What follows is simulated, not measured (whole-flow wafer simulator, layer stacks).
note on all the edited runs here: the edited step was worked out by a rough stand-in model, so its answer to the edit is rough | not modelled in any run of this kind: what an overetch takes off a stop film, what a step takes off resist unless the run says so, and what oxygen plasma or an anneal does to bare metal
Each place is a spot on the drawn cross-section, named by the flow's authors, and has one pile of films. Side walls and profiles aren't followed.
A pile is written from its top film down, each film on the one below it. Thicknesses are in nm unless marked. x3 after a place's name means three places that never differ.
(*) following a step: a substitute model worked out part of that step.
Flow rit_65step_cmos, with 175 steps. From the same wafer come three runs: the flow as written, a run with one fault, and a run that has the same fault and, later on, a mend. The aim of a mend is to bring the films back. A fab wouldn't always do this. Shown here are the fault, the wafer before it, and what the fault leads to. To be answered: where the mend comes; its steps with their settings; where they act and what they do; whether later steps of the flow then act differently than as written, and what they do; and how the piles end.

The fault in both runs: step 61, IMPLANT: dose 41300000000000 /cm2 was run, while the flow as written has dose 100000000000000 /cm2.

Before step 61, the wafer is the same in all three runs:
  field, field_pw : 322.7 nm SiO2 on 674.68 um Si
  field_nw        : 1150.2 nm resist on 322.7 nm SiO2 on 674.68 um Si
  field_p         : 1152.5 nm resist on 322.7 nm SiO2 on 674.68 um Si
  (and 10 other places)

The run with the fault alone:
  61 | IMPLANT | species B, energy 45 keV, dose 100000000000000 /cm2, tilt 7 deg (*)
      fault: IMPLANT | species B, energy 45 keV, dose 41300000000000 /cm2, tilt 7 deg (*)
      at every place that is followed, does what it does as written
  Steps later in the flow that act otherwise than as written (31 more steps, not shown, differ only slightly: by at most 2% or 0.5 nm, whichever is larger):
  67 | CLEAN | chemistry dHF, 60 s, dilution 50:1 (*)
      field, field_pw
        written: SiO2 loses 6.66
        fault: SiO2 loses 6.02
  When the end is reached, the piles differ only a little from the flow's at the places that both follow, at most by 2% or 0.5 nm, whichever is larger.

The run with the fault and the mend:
  The mend follows step 62.
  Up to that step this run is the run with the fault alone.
  62a | HMDS | 140 C, 60 s (the flow's step 54, run once more)
      leaves every film unchanged at each place that is followed
  62b | COAT | resist, thickness 1300 nm (the flow's step 55, run once more)
      gate_n, gate_p, spacer, spacer_p, contact
        resist gains 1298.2 (new film)
      active_n, active_p, sd_p
        resist gains 1297.4 (new film)
      field_pw, field_nw
        resist gains 1313 (new film)
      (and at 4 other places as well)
  62c | SOFTBAKE | resist, 90 C, 60 s (the flow's step 56, run once more)
      leaves every film unchanged at each place that is followed
  62d | EXPOSE | photomask M5, dose 250 mJ/cm2, NA 0.6, wavelength 365 nm (the flow's step 57, run once more)
      leaves every film unchanged at each place that is followed
  62e | PEB | resist, 110 C, 60 s (the flow's step 58, run once more)
      gate_n, gate_p, spacer, spacer_p, contact, m1
        resist loses 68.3
      active_n, active_p, sd_n, sd_p
        resist loses 68.2
      field, field_p
        resist loses 69.2
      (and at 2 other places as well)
  62f | DEVELOP | resist, thickness 1300 nm, 68 s (the flow's step 59, run once more)
      gate_n, spacer, contact
        resist loses 1229.9 (all of it)
      field
        resist loses 1246.5 (all of it)
      field_pw
        resist loses 1243.9 (all of it)
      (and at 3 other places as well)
  62g | HARDBAKE | resist, 140 C, 120 s (the flow's step 60, run once more)
      active_p, gate_p, spacer_p
        resist loses 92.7
      field_nw
        resist loses 93.8
      field_p
        resist loses 94
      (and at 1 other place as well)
  62h | IMPLANT | species B, energy 45 keV, dose 58700000000000 /cm2, tilt 7 deg (*) (the flow's step 61, run once more with other settings)
      leaves every film unchanged at each place that is followed
  62i | STRIP | resist, chemistry O2, 180 s (the flow's step 62, run once more)
      active_p, sd_p
        resist loses 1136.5 (all of it)
      gate_p, spacer_p
        resist loses 1137.2 (all of it)
      field_nw
        resist loses 1150.2 (all of it)
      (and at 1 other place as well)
  Every later step of the flow that is run acts as written at every place that is followed.
  By the end, the piles equal the flow's at every place that both follow.
